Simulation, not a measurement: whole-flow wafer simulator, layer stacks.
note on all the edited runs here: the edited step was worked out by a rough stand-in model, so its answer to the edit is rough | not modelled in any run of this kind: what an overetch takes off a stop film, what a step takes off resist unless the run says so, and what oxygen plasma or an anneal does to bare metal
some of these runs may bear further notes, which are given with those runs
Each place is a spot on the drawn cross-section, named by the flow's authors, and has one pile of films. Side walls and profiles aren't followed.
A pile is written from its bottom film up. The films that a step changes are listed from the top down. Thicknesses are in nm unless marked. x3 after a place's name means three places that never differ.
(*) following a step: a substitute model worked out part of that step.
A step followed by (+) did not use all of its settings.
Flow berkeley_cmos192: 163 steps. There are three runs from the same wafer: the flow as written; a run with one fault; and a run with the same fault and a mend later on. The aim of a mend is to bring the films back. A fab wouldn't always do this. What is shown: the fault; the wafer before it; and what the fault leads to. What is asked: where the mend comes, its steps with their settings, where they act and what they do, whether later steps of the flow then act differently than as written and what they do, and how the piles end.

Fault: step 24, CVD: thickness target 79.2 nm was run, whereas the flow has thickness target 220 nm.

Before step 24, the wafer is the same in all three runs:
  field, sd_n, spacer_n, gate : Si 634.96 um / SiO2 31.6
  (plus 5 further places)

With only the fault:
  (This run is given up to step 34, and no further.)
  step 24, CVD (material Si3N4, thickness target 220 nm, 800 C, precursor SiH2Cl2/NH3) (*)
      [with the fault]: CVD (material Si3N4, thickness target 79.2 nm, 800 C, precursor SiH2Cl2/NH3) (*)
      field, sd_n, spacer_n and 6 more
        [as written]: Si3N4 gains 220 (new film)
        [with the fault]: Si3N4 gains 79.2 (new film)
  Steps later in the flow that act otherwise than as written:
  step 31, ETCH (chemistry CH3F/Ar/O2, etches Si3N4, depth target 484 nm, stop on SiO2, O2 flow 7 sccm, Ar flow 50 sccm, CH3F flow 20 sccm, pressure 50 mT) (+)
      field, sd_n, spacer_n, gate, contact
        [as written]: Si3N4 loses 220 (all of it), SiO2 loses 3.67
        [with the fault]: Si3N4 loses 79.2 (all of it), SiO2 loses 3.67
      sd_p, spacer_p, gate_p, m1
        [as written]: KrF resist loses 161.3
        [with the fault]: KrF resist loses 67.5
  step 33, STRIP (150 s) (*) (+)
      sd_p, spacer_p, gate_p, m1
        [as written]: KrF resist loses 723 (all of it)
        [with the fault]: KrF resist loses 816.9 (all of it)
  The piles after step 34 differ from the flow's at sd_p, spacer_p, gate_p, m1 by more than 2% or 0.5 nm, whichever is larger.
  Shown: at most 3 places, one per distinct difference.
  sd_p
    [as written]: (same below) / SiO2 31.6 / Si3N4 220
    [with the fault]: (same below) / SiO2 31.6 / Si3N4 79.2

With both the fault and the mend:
  The mend stands after step 24.
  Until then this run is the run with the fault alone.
  step 24a, ETCH (chemistry h3po4, depth target 91.08 nm)
      field, sd_n, spacer_n and 6 more
        Si3N4 loses 79.2 (all of it)
  step 24b, CLEAN (chemistry SPM) (the flow's step 17, run once more)
      alters no film at any place that is followed
  step 24c, CVD (material Si3N4, thickness target 220 nm, 800 C, precursor SiH2Cl2/NH3) (*) (the flow's step 24, run once more)
      field, sd_n, spacer_n and 6 more
        Si3N4 gains 220 (new film)
  Later steps of the flow that are run all act as written at every place that is followed.
  By the end, the piles equal the flow's at every place that both follow.
